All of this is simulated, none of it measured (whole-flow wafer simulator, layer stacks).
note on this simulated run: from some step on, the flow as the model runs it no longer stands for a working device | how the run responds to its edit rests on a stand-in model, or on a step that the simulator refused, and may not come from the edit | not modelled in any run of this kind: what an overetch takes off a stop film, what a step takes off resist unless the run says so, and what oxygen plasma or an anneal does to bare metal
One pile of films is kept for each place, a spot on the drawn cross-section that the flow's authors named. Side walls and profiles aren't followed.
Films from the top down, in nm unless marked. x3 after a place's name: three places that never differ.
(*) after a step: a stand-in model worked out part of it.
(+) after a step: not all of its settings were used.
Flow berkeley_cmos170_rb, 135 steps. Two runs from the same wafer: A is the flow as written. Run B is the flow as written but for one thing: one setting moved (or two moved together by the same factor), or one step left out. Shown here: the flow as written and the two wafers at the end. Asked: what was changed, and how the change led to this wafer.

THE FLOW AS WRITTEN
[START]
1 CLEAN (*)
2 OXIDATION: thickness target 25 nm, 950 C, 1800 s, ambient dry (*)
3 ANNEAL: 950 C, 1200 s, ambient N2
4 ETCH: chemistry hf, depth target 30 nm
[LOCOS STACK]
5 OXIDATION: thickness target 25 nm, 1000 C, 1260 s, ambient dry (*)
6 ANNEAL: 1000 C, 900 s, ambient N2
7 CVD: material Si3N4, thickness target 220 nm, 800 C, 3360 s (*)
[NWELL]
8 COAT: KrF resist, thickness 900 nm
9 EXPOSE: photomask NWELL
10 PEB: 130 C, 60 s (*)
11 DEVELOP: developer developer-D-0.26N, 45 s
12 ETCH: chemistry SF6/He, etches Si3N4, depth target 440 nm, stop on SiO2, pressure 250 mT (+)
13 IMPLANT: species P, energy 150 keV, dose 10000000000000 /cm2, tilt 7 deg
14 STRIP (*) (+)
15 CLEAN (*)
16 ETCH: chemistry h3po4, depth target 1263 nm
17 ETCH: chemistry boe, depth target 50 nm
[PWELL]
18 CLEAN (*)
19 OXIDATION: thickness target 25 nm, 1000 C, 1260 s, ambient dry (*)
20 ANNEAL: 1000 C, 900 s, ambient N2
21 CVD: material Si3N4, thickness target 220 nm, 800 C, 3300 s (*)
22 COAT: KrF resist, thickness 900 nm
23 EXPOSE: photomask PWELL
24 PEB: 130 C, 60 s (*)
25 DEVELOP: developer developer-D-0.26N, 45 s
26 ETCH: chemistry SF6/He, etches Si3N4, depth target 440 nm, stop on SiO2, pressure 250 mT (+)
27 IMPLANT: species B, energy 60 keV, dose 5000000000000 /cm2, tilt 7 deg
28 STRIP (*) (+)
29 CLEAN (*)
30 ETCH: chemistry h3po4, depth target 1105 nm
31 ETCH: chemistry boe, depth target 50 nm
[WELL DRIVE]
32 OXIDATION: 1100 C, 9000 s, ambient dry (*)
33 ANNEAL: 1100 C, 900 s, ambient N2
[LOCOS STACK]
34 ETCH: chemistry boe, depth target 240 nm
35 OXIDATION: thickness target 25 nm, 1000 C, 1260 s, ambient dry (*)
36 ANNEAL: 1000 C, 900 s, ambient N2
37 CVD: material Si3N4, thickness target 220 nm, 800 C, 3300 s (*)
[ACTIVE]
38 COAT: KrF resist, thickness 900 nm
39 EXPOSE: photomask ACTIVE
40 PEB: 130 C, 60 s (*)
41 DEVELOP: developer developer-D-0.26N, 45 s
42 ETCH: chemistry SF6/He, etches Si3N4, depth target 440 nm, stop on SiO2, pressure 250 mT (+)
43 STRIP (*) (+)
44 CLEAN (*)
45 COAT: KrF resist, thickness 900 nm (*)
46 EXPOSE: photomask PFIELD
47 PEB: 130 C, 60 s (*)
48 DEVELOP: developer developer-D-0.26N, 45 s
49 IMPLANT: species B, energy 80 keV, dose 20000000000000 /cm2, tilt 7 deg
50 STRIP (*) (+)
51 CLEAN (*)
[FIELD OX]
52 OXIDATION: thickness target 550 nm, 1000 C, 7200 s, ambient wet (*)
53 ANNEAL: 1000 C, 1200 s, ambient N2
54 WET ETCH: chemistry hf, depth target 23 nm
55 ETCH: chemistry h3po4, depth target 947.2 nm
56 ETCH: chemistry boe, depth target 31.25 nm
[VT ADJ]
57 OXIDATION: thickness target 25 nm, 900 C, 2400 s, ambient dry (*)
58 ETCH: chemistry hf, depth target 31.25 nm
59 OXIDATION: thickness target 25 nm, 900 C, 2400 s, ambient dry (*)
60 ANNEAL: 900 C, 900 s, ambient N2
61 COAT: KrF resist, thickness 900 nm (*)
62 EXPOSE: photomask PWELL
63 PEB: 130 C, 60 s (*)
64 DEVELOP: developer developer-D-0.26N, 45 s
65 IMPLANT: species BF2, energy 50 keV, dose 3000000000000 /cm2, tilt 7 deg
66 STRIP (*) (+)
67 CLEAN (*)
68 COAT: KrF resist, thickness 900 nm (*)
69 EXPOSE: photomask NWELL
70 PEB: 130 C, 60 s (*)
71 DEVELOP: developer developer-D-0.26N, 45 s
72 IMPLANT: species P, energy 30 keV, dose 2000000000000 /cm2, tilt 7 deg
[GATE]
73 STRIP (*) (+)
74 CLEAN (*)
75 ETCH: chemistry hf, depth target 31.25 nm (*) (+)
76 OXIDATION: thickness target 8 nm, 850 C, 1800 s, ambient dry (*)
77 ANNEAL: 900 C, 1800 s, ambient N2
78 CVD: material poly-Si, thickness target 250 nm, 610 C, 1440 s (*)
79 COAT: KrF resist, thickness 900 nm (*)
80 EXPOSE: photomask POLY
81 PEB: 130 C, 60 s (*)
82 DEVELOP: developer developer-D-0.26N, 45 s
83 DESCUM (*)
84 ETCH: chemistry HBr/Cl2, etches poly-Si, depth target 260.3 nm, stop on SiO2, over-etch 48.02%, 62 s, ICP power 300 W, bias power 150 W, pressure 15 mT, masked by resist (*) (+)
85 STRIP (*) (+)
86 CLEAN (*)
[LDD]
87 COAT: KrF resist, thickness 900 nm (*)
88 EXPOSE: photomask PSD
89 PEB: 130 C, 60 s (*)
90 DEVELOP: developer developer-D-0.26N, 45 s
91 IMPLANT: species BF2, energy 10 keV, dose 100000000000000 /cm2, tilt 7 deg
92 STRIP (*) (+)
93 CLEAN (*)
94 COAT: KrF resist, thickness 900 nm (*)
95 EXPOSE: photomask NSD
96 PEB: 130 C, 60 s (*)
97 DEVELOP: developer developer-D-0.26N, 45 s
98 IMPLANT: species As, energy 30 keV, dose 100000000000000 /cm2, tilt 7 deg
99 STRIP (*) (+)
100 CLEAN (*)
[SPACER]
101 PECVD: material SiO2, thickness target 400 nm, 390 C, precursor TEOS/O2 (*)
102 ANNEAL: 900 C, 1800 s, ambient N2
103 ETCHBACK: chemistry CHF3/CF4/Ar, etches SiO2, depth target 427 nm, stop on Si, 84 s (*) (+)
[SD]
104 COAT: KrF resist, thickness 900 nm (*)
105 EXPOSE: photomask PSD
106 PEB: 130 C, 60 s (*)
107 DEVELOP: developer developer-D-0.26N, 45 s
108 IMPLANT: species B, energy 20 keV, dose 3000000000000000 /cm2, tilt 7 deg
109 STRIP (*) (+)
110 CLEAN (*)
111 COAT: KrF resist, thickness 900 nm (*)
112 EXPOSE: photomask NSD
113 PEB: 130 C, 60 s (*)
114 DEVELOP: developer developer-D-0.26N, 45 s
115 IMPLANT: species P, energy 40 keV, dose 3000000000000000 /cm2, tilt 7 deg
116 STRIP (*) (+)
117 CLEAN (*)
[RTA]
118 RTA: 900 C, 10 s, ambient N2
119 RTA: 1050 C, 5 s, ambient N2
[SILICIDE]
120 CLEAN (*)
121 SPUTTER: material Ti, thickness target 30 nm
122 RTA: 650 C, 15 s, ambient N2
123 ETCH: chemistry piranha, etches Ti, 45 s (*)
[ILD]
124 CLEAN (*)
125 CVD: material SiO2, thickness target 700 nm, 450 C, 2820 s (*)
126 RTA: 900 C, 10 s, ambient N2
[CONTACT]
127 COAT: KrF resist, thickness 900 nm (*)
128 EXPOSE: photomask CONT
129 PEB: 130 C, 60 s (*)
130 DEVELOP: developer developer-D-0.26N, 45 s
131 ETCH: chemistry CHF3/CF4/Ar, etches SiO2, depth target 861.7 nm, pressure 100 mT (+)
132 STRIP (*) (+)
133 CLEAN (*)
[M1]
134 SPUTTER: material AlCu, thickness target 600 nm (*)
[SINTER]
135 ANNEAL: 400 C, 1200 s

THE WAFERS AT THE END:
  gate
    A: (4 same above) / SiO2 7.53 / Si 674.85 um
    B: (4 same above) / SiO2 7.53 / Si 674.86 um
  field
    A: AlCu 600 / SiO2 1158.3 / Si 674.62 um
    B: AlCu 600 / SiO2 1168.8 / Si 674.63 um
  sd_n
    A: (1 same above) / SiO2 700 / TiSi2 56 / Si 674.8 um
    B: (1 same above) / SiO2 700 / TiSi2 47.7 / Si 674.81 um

The cause: step 34, ETCH: depth target 156 nm was run, where the flow has depth target 240 nm.

How the change led to this, step by step:
  34 ETCH: chemistry boe, depth target 240 nm
      field, sd_n, spacer_n and 6 more: A SiO2 -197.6 (all of it) | B SiO2 -156
  35 OXIDATION: thickness target 25 nm, 1000 C, 1260 s, ambient dry (*)
      field, sd_n, spacer_n and 6 more: A SiO2 +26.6 (new film), Si -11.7 | B SiO2 +16.7, Si -7.36
  52 OXIDATION: thickness target 550 nm, 1000 C, 7200 s, ambient wet (*)
      gate: A SiO2 +12.9 (new film), Si3N4 -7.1, SiO2 +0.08, Si -0.08 | B SiO2 +12.9 (new film), Si3N4 -7.1
      contact: A SiO2 +12.9 (new film), Si3N4 -7.1 | B SiO2 +12.9 (new film), Si3N4 -7.1, SiO2 +0.07, Si -0.07
      (and at 4 more places)
  56 ETCH: chemistry boe, depth target 31.25 nm
      spacer_n, gate, sd_p, spacer_p, gate_p, contact: A SiO2 -26.6 (all of it) | B SiO2 -31.2
      sd_n: A SiO2 -28.8 (all of it) | B SiO2 -31.3
      (and at 1 more place)
  57 OXIDATION: thickness target 25 nm, 900 C, 2400 s, ambient dry (*)
      spacer_n, gate, spacer_p, gate_p, contact: A SiO2 +15 (new film), Si -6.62 | B SiO2 +9.73, Si -4.28
      sd_n: A SiO2 +15 (new film), Si -6.62 | B SiO2 +8.28, Si -3.64
      (and at 2 more places)
  58 ETCH: chemistry hf, depth target 31.25 nm
      spacer_n, gate, sd_p, spacer_p, gate_p: A SiO2 -15 (all of it) | B SiO2 -31.3
      sd_n, contact, m1: A SiO2 -15 (all of it) | B SiO2 -31.2
  59 OXIDATION: thickness target 25 nm, 900 C, 2400 s, ambient dry (*)
      spacer_n, gate, spacer_p, gate_p, contact: A SiO2 +15 (new film), Si -6.62 | B SiO2 +11.2, Si -4.93
      sd_n: A SiO2 +15 (new film), Si -6.62 | B SiO2 +8.3, Si -3.65
      (and at 2 more places)
  75 ETCH: chemistry hf, depth target 31.25 nm (*) (+)
      sd_n, m1: A SiO2 -15 (all of it) | B SiO2 -31.2
      spacer_n, gate, spacer_p, gate_p, contact: A SiO2 -15 (all of it) | B SiO2 -16.8 (all of it)
      (and at 1 more place)
  76 OXIDATION: thickness target 8 nm, 850 C, 1800 s, ambient dry (*)
      sd_n: A SiO2 +7.53 (new film), Si -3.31 | B SiO2 +6.98, Si -3.07
      m1: A SiO2 +7.53 (new film), Si -3.31 | B SiO2 +4.64, Si -2.04
  87 COAT: KrF resist, thickness 900 nm (*)
      sd_n: A KrF resist +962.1 (new film) | B KrF resist +983.6 (new film)
  92 STRIP (*) (+)
      sd_n: A KrF resist -947.9 (all of it) | B KrF resist -969.4 (all of it)
  94 COAT: KrF resist, thickness 900 nm (*)
      sd_n: A KrF resist +962.1 (new film) | B KrF resist +983.6 (new film)
  97 DEVELOP: developer developer-D-0.26N, 45 s
      sd_n: A KrF resist -962.1 (all of it) | B KrF resist -983.6 (all of it)
  104 COAT: KrF resist, thickness 900 nm (*)
      sd_n: A KrF resist +982.1 (new film) | B KrF resist +1002.2 (new film)
  109 STRIP (*) (+)
      sd_n: A KrF resist -967.9 (all of it) | B KrF resist -988 (all of it)
  111 COAT: KrF resist, thickness 900 nm (*)
      sd_n: A KrF resist +982.1 (new film) | B KrF resist +1002.2 (new film)
  ... 4 more steps ...
  126 RTA: 900 C, 10 s, ambient N2
      sd_n: A under 1 film: TiSi2 +56 (new film), TiSi first -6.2 (all of it), TiSi2 C49 -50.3 (all of it), Si -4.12 | B under 1 film: TiSi2 +47.7 (new film), TiSi2 C49 -50.7 (all of it)
      sd_p: A under 1 film: TiSi2 +50.7 (new film), TiSi first -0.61 (all of it), TiSi2 C49 -52.9 (all of it), Si -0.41 | B under 1 film: TiSi2 +47.6 (new film), TiSi2 C49 -50.5 (all of it)
